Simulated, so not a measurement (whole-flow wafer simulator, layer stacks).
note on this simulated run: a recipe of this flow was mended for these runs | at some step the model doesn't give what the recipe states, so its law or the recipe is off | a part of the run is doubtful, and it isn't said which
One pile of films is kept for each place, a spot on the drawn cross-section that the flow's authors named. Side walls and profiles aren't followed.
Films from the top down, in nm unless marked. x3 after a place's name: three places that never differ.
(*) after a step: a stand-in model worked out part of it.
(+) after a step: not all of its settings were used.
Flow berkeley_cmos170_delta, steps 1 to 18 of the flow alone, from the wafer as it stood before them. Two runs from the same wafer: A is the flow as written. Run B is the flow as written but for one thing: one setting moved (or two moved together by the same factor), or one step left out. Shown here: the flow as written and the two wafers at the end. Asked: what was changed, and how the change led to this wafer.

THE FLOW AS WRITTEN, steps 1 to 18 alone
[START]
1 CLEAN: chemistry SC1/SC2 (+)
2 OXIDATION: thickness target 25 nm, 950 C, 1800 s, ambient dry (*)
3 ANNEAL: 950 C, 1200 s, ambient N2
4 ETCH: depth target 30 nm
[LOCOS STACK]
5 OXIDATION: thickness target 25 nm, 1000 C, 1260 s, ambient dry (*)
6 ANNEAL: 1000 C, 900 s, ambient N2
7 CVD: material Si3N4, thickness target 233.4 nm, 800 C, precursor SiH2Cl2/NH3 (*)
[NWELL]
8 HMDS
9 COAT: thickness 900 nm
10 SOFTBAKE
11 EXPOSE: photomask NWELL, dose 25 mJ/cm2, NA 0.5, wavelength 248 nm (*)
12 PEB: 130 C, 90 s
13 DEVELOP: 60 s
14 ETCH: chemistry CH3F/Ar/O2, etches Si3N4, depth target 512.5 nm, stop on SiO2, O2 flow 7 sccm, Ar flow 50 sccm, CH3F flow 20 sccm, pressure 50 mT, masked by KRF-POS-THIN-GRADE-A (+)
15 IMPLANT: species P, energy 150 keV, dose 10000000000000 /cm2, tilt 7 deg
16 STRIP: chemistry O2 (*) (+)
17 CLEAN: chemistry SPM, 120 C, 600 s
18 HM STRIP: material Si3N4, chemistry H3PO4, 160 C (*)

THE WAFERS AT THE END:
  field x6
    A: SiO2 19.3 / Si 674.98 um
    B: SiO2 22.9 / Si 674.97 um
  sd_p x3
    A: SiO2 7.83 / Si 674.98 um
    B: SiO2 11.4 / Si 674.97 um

The cause: step 2, OXIDATION: thickness target 75 nm was run, where the flow has thickness target 25 nm; step 2, OXIDATION: 5400 s was run, where the flow has 1800 s.

How the change led to this, step by step:
  2 OXIDATION: thickness target 25 nm, 950 C, 1800 s, ambient dry (*)
      field x6, sd_p x3: A SiO2 +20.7 (new film), chemical SiO2 -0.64 (all of it), Si -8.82 | B SiO2 +41.6 (new film), chemical SiO2 -0.64 (all of it), Si -18
  4 ETCH: depth target 30 nm
      field x6, sd_p x3: A SiO2 -20.7 (all of it) | B SiO2 -30
  5 OXIDATION: thickness target 25 nm, 1000 C, 1260 s, ambient dry (*)
      field x6, sd_p x3: A SiO2 +26.6 (new film), Si -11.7 | B SiO2 +18.6, Si -8.18
